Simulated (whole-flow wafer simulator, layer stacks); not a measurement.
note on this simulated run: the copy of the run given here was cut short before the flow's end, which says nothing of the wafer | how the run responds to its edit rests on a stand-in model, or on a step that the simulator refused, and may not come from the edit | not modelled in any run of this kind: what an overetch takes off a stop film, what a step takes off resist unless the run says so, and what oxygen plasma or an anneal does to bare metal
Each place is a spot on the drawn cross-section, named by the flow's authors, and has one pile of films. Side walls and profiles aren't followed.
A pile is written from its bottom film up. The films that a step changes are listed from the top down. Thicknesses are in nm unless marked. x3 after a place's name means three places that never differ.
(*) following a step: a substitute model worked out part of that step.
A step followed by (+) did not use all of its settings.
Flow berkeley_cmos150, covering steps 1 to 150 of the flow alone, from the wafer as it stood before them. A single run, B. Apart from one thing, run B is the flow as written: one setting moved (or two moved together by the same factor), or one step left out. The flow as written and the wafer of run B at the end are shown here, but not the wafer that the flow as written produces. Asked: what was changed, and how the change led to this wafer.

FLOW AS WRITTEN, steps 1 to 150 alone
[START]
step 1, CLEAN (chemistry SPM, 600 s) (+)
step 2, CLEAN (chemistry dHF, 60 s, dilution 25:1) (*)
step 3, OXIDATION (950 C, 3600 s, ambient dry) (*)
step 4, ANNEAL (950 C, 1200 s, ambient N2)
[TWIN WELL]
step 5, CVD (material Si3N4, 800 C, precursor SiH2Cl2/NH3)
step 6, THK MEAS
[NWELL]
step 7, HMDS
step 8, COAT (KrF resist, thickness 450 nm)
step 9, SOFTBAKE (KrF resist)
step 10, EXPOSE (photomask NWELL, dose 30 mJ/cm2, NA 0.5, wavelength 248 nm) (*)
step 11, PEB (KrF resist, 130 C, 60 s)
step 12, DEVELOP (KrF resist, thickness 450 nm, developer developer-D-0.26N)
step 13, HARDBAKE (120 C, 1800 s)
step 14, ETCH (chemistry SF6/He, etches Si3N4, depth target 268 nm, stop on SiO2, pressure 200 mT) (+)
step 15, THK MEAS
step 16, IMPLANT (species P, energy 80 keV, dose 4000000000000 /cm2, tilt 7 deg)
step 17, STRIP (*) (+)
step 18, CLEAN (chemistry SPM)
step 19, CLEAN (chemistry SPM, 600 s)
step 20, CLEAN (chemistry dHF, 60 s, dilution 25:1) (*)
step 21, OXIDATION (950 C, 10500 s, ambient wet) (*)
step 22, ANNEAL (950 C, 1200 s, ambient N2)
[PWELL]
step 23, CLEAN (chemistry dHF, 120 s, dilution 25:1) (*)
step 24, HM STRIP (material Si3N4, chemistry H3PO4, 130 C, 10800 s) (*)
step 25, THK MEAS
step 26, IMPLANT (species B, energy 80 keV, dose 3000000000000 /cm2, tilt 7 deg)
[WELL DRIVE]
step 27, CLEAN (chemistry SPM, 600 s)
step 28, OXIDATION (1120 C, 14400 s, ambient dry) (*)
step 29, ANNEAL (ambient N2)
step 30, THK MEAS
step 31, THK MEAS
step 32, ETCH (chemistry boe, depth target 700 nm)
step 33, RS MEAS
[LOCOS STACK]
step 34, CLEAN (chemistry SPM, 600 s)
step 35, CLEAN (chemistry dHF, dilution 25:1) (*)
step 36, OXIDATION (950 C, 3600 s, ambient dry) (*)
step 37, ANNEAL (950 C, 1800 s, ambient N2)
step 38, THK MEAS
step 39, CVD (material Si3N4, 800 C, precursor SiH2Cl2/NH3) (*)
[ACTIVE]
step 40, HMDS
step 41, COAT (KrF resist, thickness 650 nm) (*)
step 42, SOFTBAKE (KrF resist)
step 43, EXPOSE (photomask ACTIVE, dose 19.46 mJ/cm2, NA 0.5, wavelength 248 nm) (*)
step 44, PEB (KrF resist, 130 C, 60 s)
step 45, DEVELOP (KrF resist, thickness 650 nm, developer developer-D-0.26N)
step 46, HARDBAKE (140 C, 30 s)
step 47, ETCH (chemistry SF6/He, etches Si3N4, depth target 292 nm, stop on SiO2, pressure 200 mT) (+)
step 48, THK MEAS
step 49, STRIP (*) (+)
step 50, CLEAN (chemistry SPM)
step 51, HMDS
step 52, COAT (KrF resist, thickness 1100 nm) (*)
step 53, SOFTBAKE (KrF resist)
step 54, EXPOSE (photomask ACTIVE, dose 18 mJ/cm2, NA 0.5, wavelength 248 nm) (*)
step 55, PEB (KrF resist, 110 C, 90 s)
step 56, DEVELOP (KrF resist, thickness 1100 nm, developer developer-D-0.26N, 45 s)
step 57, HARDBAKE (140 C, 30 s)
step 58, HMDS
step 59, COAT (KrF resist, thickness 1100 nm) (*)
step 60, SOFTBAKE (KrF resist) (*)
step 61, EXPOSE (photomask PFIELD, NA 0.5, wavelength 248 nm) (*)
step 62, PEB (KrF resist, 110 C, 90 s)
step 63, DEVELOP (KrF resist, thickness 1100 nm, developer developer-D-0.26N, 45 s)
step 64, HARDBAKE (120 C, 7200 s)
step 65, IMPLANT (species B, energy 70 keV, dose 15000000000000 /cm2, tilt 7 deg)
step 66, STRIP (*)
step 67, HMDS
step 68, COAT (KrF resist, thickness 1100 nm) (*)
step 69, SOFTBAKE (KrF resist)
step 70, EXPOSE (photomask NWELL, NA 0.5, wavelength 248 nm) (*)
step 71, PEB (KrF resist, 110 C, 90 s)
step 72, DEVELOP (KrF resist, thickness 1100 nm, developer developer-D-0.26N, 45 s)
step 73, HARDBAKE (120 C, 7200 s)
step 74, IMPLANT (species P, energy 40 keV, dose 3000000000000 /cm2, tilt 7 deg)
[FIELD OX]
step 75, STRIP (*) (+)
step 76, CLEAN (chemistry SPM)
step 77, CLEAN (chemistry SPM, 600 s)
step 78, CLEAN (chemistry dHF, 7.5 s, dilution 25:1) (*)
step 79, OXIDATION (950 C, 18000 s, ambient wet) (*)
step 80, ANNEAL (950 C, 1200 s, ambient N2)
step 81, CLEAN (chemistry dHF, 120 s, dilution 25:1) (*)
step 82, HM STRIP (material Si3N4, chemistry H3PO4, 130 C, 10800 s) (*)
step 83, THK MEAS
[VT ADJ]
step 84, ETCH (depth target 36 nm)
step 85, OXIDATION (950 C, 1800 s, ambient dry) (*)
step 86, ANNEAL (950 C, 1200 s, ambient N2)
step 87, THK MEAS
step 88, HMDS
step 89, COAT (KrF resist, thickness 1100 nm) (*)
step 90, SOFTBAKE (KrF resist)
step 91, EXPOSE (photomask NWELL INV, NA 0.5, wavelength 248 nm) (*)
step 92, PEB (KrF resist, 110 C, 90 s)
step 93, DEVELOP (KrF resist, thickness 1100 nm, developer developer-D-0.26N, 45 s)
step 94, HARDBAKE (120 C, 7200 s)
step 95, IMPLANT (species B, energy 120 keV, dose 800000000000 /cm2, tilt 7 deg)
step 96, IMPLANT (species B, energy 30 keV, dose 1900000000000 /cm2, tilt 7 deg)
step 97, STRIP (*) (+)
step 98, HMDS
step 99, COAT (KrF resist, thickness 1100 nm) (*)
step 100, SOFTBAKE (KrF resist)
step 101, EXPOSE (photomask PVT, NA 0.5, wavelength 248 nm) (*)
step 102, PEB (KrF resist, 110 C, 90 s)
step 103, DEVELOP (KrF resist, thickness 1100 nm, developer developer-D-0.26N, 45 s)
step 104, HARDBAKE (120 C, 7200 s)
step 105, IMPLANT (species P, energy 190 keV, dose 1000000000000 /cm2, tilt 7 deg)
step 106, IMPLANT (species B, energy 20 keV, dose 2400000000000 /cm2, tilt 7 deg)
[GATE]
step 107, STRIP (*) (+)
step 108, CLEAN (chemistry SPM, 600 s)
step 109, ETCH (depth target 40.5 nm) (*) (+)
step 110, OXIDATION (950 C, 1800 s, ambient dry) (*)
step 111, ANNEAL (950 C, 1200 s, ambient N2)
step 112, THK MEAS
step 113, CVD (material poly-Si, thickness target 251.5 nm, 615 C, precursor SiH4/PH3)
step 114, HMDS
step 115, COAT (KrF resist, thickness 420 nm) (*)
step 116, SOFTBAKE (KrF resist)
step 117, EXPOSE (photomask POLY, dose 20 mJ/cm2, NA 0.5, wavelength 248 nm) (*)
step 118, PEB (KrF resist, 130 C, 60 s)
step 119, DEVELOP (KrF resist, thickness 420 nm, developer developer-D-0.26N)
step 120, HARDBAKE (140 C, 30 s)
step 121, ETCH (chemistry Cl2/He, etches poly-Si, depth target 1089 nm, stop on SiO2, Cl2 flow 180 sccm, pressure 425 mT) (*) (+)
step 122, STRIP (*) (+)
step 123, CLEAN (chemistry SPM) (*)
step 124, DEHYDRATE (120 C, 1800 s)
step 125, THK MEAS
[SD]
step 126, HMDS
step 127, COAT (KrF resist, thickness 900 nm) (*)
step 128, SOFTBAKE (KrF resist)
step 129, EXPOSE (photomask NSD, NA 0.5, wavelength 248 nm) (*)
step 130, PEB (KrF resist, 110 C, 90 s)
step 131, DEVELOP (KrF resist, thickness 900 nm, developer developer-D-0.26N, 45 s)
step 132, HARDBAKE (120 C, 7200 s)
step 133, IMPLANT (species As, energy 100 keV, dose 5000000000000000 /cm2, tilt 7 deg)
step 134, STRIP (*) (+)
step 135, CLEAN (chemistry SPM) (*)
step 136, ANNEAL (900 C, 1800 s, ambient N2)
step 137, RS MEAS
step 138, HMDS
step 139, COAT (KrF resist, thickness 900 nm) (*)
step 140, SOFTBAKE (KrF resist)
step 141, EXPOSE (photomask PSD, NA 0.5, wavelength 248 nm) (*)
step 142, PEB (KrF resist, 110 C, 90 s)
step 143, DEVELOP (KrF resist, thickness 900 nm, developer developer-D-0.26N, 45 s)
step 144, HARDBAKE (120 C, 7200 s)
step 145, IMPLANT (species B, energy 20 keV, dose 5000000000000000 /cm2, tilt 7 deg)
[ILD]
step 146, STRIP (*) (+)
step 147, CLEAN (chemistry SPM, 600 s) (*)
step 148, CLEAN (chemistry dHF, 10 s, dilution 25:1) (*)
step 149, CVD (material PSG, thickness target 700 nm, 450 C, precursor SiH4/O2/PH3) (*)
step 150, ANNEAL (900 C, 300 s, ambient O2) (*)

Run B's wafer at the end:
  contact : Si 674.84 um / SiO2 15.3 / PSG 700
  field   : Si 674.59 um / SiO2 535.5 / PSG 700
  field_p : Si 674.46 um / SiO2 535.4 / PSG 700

The reason: step 84, ETCH: depth target 23 nm was run, though the flow has depth target 36 nm.

How this came from the change, step by step:
  step 84, ETCH (depth target 36 nm)
      gate_n, sd_p, gate_p, contact, m1: SiO2 loses 23 (in the flow as written it would be: SiO2 loses 29.6 (all of it))
      field, field_p, sd_n: SiO2 loses 23 (in the flow as written it would be: SiO2 loses 36)
  step 85, OXIDATION (950 C, 1800 s, ambient dry) (*)
      gate_n, sd_p, gate_p, contact, m1: SiO2 gains 17.6, Si loses 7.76 (in the flow as written it would be: SiO2 gains 20.4 (new film), Si loses 8.98)
      sd_n: SiO2 gains 9.13, Si loses 4.02 (in the flow as written it would be: SiO2 gains 12.2, Si loses 5.35)
  step 109, ETCH (depth target 40.5 nm) (*) (+)
      sd_n: SiO2 loses 40.5 (in the flow as written it would be: SiO2 loses 40.4 (all of it))
      gate_n, sd_p, gate_p, contact, m1: SiO2 loses 24.2 (all of it) (in the flow as written it would be: SiO2 loses 20.4 (all of it))
  step 110, OXIDATION (950 C, 1800 s, ambient dry) (*)
      sd_n: SiO2 gains 15.4, Si loses 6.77 (in the flow as written it would be: SiO2 gains 20.4 (new film), Si loses 8.98)
  step 122, STRIP (*) (+)
      gate_n: chemical SiO2 gains 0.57 (new film), KrF resist loses 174 (all of it), poly-Si loses 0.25 (in the flow as written it would be: chemical SiO2 gains 0.57 (new film), KrF resist loses 169.8 (all of it), poly-Si loses 0.25)
